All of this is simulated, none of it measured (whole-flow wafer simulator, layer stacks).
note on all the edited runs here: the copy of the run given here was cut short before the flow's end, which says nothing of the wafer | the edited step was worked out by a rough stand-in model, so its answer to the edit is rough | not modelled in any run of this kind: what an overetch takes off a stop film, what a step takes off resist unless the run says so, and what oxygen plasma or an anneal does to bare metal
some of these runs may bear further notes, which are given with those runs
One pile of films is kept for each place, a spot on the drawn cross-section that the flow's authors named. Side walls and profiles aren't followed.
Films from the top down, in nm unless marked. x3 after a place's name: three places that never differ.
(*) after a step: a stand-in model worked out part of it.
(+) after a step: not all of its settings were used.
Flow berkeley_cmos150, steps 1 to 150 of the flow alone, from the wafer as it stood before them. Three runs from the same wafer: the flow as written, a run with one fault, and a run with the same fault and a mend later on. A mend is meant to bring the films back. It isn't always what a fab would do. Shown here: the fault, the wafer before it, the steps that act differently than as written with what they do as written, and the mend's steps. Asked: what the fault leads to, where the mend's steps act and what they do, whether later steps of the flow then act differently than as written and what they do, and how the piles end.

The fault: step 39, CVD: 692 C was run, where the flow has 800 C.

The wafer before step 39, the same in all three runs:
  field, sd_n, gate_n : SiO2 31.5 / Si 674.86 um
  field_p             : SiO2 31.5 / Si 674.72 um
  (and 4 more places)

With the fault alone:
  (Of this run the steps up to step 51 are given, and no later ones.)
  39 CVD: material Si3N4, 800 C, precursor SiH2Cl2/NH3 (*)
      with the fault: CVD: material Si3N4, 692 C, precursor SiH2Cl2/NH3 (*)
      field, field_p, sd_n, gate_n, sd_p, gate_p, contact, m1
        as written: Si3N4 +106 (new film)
        with the fault: Si3N4 +18 (new film)
  Later steps of the flow that act differently than as written:
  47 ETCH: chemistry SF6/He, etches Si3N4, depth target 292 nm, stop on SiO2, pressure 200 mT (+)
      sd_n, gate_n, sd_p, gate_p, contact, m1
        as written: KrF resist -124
        with the fault: KrF resist -28.2
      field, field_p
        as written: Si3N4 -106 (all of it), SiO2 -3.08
        with the fault: Si3N4 -18 (all of it), SiO2 -3.08
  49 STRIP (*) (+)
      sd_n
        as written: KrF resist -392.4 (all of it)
        with the fault: KrF resist -488.1 (all of it)
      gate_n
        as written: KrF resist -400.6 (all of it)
        with the fault: KrF resist -496.4 (all of it)
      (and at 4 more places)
  After step 51 the piles differ from the flow's by more than 2% or 0.5 nm, whichever is larger, at sd_n, gate_n, sd_p, gate_p, contact, m1.
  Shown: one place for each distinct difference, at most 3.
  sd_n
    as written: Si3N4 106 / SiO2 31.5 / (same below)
    with the fault: Si3N4 18 / SiO2 31.5 / (same below)

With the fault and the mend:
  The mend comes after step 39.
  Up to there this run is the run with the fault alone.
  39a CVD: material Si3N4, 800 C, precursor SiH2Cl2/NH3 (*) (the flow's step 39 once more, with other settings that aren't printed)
      field, field_p, sd_n, gate_n, sd_p, gate_p, contact, m1
        Si3N4 +88.1
  No later step of the flow acts differently than as written, at any place that is followed, by more than 2% or 0.5 nm, whichever is larger.
  At the end the piles are the same as the flow's at every place that both follow.
